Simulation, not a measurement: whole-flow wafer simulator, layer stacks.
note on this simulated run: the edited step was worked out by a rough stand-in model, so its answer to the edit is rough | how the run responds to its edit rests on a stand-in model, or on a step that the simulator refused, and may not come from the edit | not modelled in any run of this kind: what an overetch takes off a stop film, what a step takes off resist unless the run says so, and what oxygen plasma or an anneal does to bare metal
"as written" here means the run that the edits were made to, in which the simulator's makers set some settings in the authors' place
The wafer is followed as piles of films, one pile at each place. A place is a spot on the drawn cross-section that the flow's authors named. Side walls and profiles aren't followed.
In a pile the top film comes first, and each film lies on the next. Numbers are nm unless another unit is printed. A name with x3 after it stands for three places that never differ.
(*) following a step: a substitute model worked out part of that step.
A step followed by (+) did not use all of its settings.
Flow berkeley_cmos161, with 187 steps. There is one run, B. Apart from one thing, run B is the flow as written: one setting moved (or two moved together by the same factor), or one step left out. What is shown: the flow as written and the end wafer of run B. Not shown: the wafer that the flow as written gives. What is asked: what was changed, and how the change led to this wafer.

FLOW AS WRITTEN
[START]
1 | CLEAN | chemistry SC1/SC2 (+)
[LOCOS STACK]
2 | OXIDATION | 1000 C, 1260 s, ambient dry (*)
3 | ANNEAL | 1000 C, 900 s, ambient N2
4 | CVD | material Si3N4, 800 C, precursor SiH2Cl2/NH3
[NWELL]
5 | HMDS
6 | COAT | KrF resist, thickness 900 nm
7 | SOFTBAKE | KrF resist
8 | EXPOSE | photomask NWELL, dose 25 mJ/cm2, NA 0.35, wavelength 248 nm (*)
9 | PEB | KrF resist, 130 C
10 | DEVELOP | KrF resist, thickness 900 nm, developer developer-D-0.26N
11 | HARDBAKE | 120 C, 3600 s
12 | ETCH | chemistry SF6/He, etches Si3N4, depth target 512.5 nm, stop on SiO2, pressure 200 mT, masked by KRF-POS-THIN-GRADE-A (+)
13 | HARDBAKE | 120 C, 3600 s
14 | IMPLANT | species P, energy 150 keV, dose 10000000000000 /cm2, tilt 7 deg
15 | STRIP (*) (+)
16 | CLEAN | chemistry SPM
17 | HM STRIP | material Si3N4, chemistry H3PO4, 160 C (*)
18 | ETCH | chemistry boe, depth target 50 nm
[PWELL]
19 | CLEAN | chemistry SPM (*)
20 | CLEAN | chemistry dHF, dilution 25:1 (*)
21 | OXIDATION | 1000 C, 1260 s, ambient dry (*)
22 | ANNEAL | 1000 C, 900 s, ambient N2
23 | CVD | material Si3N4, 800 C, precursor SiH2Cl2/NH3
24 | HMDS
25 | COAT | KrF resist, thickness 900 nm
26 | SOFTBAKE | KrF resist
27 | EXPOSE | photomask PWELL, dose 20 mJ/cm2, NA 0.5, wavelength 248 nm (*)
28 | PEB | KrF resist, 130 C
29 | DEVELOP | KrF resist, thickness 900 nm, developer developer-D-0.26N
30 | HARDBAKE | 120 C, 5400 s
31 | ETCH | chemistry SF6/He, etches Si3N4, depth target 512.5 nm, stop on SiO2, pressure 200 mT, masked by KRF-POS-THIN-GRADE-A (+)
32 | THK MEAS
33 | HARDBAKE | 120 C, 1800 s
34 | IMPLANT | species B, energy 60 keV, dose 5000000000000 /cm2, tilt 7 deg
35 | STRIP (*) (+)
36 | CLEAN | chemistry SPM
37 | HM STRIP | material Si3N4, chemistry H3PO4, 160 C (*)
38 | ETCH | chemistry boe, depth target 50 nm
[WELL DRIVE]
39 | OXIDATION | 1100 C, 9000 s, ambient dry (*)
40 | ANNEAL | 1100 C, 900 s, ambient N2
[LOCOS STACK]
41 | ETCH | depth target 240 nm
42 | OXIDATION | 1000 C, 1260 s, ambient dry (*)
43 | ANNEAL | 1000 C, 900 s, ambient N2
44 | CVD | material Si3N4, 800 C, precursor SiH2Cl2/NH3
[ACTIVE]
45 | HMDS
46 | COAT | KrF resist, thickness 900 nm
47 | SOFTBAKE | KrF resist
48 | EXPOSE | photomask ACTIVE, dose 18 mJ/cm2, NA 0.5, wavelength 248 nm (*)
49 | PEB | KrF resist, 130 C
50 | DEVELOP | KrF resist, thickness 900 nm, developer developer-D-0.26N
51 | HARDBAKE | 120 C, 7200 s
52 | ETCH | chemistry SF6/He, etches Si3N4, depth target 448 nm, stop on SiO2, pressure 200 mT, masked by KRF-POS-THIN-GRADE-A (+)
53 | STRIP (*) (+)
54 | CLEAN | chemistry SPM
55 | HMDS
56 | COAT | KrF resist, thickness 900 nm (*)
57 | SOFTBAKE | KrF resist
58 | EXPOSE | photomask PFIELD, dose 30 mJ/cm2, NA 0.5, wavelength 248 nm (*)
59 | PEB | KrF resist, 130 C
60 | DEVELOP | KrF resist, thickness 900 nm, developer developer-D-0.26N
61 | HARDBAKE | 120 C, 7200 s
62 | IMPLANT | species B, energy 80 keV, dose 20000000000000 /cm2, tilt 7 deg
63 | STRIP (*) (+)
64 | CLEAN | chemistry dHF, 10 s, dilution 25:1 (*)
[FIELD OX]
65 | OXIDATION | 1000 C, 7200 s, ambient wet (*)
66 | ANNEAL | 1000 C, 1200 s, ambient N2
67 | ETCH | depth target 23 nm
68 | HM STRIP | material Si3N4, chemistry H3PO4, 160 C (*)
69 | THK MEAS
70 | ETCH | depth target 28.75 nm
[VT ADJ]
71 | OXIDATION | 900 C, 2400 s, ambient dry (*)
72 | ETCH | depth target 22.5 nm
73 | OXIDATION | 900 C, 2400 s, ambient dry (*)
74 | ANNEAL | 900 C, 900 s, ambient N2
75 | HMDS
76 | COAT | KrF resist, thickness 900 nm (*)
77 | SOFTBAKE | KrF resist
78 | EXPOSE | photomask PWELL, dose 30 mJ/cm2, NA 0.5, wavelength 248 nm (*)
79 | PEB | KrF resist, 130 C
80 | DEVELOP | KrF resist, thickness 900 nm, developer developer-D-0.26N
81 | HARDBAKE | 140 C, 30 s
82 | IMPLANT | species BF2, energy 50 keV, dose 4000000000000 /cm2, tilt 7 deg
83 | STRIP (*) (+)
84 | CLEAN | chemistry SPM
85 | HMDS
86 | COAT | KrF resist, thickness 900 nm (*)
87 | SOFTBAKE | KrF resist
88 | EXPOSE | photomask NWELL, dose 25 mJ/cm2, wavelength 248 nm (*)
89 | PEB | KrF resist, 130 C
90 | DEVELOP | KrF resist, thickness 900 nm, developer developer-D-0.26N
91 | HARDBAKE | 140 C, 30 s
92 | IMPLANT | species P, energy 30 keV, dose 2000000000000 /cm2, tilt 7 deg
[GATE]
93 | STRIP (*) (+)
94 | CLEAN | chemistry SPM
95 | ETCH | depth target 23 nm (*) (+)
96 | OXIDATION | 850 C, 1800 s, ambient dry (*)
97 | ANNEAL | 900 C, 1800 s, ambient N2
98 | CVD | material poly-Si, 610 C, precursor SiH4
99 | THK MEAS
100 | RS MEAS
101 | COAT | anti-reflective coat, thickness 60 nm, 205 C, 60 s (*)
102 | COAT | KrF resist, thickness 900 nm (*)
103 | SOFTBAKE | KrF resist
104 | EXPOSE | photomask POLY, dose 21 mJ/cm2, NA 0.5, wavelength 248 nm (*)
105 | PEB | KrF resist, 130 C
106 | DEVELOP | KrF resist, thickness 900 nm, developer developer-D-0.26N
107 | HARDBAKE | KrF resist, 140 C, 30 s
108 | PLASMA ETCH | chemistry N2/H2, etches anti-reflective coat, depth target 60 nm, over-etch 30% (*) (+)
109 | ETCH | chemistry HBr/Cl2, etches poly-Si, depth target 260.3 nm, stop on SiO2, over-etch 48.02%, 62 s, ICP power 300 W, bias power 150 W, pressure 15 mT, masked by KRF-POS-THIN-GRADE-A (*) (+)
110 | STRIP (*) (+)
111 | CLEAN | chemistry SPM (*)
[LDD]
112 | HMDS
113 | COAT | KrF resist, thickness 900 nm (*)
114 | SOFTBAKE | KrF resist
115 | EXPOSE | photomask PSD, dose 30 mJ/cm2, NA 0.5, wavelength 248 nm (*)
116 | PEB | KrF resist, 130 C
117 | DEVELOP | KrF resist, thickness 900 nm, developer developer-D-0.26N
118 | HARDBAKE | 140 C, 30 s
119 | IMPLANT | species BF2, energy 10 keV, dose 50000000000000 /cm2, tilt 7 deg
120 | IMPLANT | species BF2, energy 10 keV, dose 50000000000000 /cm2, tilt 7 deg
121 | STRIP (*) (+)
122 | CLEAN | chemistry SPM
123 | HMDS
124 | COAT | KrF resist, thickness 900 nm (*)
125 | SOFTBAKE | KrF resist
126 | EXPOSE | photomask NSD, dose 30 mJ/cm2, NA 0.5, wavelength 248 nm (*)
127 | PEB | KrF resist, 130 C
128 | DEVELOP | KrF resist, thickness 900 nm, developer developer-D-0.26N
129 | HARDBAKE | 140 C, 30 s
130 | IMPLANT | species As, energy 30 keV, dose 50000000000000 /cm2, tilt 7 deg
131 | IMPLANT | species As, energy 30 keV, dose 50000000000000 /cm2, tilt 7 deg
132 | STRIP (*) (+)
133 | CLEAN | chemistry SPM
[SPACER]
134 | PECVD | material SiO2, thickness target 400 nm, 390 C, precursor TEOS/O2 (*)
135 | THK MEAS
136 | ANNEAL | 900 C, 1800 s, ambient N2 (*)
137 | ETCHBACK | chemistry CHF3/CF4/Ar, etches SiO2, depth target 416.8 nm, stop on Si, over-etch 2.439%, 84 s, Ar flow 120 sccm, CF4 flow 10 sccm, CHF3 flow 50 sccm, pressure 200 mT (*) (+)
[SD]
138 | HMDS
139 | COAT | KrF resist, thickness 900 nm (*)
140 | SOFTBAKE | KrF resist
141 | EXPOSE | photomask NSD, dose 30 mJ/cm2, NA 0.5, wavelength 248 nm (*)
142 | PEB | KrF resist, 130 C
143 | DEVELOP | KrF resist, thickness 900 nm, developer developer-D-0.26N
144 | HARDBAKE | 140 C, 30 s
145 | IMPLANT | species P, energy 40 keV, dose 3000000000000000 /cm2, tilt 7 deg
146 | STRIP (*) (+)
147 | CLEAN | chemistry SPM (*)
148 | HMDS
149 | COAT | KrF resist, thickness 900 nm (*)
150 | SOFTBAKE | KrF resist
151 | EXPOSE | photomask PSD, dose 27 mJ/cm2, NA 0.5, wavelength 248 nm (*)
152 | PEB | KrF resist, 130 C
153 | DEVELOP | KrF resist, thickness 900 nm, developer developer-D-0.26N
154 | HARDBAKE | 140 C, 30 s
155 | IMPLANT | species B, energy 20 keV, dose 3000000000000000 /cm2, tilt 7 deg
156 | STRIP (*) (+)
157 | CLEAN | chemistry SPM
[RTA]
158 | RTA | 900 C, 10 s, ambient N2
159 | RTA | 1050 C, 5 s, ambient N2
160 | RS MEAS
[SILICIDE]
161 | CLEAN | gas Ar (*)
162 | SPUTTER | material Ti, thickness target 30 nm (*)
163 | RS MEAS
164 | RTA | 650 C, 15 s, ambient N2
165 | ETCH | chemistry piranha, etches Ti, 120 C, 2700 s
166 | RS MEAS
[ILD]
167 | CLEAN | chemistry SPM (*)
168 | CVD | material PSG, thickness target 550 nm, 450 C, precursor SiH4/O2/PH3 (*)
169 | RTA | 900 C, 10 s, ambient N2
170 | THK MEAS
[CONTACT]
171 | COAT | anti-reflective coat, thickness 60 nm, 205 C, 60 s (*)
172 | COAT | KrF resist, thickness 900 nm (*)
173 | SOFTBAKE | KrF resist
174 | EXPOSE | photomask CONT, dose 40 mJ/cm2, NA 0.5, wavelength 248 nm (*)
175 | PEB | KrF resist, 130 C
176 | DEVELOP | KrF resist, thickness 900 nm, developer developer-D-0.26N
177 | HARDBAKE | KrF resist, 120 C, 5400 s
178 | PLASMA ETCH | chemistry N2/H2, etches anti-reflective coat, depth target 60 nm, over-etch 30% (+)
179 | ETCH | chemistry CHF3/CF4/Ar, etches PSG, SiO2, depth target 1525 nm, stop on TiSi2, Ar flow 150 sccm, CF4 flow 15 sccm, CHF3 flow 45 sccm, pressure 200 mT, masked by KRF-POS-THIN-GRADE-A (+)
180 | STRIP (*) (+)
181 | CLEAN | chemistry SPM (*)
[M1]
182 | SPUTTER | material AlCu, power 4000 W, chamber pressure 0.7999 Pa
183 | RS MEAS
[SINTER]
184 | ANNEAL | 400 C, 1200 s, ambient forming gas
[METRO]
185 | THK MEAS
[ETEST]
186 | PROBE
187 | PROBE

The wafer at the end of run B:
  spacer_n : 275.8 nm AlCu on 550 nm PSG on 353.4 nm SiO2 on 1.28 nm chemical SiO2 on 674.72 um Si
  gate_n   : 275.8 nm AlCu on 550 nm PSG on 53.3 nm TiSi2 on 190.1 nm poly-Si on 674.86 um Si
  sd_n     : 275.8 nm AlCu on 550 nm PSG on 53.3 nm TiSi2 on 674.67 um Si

What caused this: step 96, OXIDATION: 680 C was run, while the flow as written has 850 C.

How this came from the change, step by step:
  96 | OXIDATION | 850 C, 1800 s, ambient dry (*)
      sd_n, spacer_n, gate_n, sd_p, spacer_p, gate_p, contact, m1: nothing (it would be, as written: +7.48 SiO2 (new film), -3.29 Si)
  101 | COAT | anti-reflective coat, thickness 60 nm, 205 C, 60 s (*)
      spacer_n: +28 anti-reflective coat (new film) (it would be, as written: +28.7 anti-reflective coat (new film))
      gate_n: +23 anti-reflective coat (new film) (it would be, as written: +23.7 anti-reflective coat (new film))
  108 | PLASMA ETCH | chemistry N2/H2, etches anti-reflective coat, depth target 60 nm, over-etch 30% (*) (+)
      spacer_n: -28 anti-reflective coat (all of it), -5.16 poly-Si (it would be, as written: -28.7 anti-reflective coat (all of it), -5.05 poly-Si)
  109 | ETCH | chemistry HBr/Cl2, etches poly-Si, depth target 260.3 nm, stop on SiO2, over-etch 48.02%, 62 s, ICP power 300 W, bias power 150 W, pressure 15 mT, masked by KRF-POS-THIN-GRADE-A (*) (+)
      sd_n: -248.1 poly-Si (all of it), -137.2 Si (it would be, as written: -248.1 poly-Si (all of it), -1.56 SiO2)
      spacer_n: -244.3 poly-Si (all of it), -141 Si (it would be, as written: -244.4 poly-Si (all of it), -1.85 SiO2)
      (and at 4 other places as well)
  110 | STRIP (*) (+)
      sd_n, spacer_n, sd_p, spacer_p, contact, m1: +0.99 chemical SiO2 (new film), -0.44 Si (it would be, as written: nothing)
      gate_n: +0.75 chemical SiO2 (new film), -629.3 KrF resist (all of it), -23 anti-reflective coat (all of it), -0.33 poly-Si (it would be, as written: +0.75 chemical SiO2 (new film), -626.8 KrF resist (all of it), -23.7 anti-reflective coat (all of it), -0.33 poly-Si)
  113 | COAT | KrF resist, thickness 900 nm (*)
      field: +808.7 KrF resist (new film) (it would be, as written: +843.2 KrF resist (new film))
      sd_n: +1092.2 KrF resist (new film) (it would be, as written: +1019.8 KrF resist (new film))
      (and at 7 other places as well)
  117 | DEVELOP | KrF resist, thickness 900 nm, developer developer-D-0.26N
      sd_p: -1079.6 KrF resist (all of it) (it would be, as written: -1011.9 KrF resist (all of it))
      spacer_p: -1075.5 KrF resist (all of it) (it would be, as written: -1009 KrF resist (all of it))
      (and at 1 other place as well)
  118 | HARDBAKE | 140 C, 30 s
      field: -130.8 KrF resist (it would be, as written: -136.4 KrF resist)
      sd_n: -176.6 KrF resist (it would be, as written: -165 KrF resist)
      (and at 4 other places as well)
  121 | STRIP (*) (+)
      sd_n: -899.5 KrF resist (all of it), +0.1 chemical SiO2 (it would be, as written: -839 KrF resist (all of it))
      spacer_n: -892.4 KrF resist (all of it), +0.1 chemical SiO2 (it would be, as written: -834.3 KrF resist (all of it))
      (and at 4 other places as well)
  124 | COAT | KrF resist, thickness 900 nm (*)
      field: +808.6 KrF resist (new film) (it would be, as written: +843.7 KrF resist (new film))
      sd_n: +1092.2 KrF resist (new film) (it would be, as written: +1019.9 KrF resist (new film))
      (and at 7 other places as well)
  128 | DEVELOP | KrF resist, thickness 900 nm, developer developer-D-0.26N
      sd_n: -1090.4 KrF resist (all of it) (it would be, as written: -1018.2 KrF resist (all of it))
      spacer_n: -1081.7 KrF resist (all of it) (it would be, as written: -1012.7 KrF resist (all of it))
      (and at 2 other places as well)
  129 | HARDBAKE | 140 C, 30 s
      field: -130.8 KrF resist (it would be, as written: -136.5 KrF resist)
      sd_p: -174.9 KrF resist (it would be, as written: -164 KrF resist)
      (and at 3 other places as well)
  132 | STRIP (*) (+)
      sd_p: -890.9 KrF resist (all of it), +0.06 chemical SiO2 (it would be, as written: -833.7 KrF resist (all of it))
      spacer_p: -887.4 KrF resist (all of it), +0.06 chemical SiO2 (it would be, as written: -831.4 KrF resist (all of it))
      (and at 3 other places as well)
  134 | PECVD | material SiO2, thickness target 400 nm, 390 C, precursor TEOS/O2 (*)
      sd_n, contact, m1: +400 SiO2 (new film) (it would be, as written: +400 SiO2)
      spacer_n, spacer_p: +375.6 SiO2 (new film) (it would be, as written: +385 SiO2)
      (and at 1 other place as well)
  137 | ETCHBACK | chemistry CHF3/CF4/Ar, etches SiO2, depth target 416.8 nm, stop on Si, over-etch 2.439%, 84 s, Ar flow 120 sccm, CF4 flow 10 sccm, CHF3 flow 50 sccm, pressure 200 mT (*) (+)
      spacer_n, spacer_p: nothing (it would be, as written: -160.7 SiO2)
      sd_n: -382 SiO2 (all of it), -1.28 chemical SiO2 (all of it) (it would be, as written: -387.9 SiO2 (all of it))
      (and at 3 other places as well)
  139 | COAT | KrF resist, thickness 900 nm (*)
      field: +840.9 KrF resist (new film) (it would be, as written: +863.9 KrF resist (new film))
      sd_n: +1089.3 KrF resist (new film) (it would be, as written: +1008.1 KrF resist (new film))
      (and at 7 other places as well)
  ... 13 further steps ...
  182 | SPUTTER | material AlCu, power 4000 W, chamber pressure 0.7999 Pa
      sd_p: +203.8 AlCu (new film) (it would be, as written: +234.7 AlCu (new film))
